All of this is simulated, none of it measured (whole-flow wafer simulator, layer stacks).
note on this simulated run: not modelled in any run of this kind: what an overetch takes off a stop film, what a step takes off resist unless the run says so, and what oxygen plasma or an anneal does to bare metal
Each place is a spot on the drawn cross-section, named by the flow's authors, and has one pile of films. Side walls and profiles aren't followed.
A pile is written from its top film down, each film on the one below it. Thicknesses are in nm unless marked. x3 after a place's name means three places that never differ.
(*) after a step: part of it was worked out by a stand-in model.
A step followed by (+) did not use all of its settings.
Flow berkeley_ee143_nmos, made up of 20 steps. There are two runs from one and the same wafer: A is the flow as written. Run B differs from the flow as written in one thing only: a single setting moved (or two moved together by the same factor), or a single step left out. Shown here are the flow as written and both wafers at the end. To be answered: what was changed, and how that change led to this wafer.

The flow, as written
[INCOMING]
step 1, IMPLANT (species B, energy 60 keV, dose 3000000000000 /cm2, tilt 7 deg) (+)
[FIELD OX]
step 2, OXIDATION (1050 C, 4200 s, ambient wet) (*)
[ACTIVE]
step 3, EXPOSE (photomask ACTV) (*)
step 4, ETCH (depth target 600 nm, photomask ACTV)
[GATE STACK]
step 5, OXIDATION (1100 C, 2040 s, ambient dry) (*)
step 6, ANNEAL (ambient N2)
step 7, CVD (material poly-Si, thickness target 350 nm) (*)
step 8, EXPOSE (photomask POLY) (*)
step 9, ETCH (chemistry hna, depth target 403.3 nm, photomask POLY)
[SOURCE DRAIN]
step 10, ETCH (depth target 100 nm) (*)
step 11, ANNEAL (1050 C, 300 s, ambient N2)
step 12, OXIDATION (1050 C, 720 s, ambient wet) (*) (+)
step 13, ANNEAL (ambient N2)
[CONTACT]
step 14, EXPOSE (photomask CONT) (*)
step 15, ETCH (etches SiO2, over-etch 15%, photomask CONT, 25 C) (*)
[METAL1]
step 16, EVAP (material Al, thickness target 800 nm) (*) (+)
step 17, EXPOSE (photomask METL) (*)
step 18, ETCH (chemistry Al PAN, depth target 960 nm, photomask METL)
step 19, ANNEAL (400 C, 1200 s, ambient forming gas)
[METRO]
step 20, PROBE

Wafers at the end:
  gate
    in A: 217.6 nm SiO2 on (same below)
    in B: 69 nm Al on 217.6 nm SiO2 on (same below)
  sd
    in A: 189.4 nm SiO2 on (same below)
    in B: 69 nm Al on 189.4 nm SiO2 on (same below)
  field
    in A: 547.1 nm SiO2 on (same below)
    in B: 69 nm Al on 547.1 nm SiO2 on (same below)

What caused this: step 18, ETCH: depth target 731 nm was run, while the flow as written has depth target 960 nm.

Step by step, how the change led to this:
  step 18, ETCH (chemistry Al PAN, depth target 960 nm, photomask METL)
      gate, sd, field: A -800 Al (all of it) | B -731 Al
Taking metal films that touch as one body, gate has 1 body; the flow as written gives 0 bodies.
Taking metal films that touch as one body, sd has 1 body; the flow as written gives 0 bodies.
Taking metal films that touch as one body, field has 1 body; the flow as written gives 0 bodies.
